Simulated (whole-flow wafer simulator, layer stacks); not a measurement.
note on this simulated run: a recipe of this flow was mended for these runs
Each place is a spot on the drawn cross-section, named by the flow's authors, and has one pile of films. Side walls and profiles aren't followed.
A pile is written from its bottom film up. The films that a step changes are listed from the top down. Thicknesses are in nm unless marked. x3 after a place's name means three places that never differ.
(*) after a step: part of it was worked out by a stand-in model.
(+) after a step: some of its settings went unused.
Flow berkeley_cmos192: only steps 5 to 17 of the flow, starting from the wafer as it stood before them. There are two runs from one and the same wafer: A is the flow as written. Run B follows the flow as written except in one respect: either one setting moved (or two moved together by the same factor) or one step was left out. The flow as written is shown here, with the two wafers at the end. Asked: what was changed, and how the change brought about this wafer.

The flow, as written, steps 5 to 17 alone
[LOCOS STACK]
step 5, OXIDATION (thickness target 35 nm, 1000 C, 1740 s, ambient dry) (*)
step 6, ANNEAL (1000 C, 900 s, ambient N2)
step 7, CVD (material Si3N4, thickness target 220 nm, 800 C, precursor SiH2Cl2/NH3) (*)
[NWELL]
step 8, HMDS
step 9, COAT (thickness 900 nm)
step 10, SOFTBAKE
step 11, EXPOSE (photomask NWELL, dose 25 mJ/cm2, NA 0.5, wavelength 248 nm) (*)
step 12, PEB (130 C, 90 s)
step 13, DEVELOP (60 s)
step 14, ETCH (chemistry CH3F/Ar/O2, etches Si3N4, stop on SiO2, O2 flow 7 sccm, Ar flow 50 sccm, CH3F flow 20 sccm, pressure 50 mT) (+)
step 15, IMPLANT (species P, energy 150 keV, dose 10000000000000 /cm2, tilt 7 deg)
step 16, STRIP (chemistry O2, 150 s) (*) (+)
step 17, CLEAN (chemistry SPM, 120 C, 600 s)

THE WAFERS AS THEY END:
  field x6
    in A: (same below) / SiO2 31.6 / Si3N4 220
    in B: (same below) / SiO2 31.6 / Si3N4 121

The reason: step 7, CVD: thickness target 121 nm was run, whereas the flow has thickness target 220 nm.
The wafer itself shows it: field x6 has Si3N4 121, and step 7 as written asks for 220 nm.

The path from the change to this, step by step:
  step 7, CVD (material Si3N4, thickness target 220 nm, 800 C, precursor SiH2Cl2/NH3) (*)
      field x6, sd_p x3: A +220 Si3N4 (new film) | B +121 Si3N4 (new film)
  step 14, ETCH (chemistry CH3F/Ar/O2, etches Si3N4, stop on SiO2, O2 flow 7 sccm, Ar flow 50 sccm, CH3F flow 20 sccm, pressure 50 mT) (+)
      field x6: A -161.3 KrF-resist | B -95.3 KrF-resist
      sd_p x3: A -220 Si3N4 (all of it), -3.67 SiO2 | B -121 Si3N4 (all of it), -3.67 SiO2
  step 16, STRIP (chemistry O2, 150 s) (*) (+)
      field x6: A -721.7 KrF-resist (all of it) | B -787.7 KrF-resist (all of it)
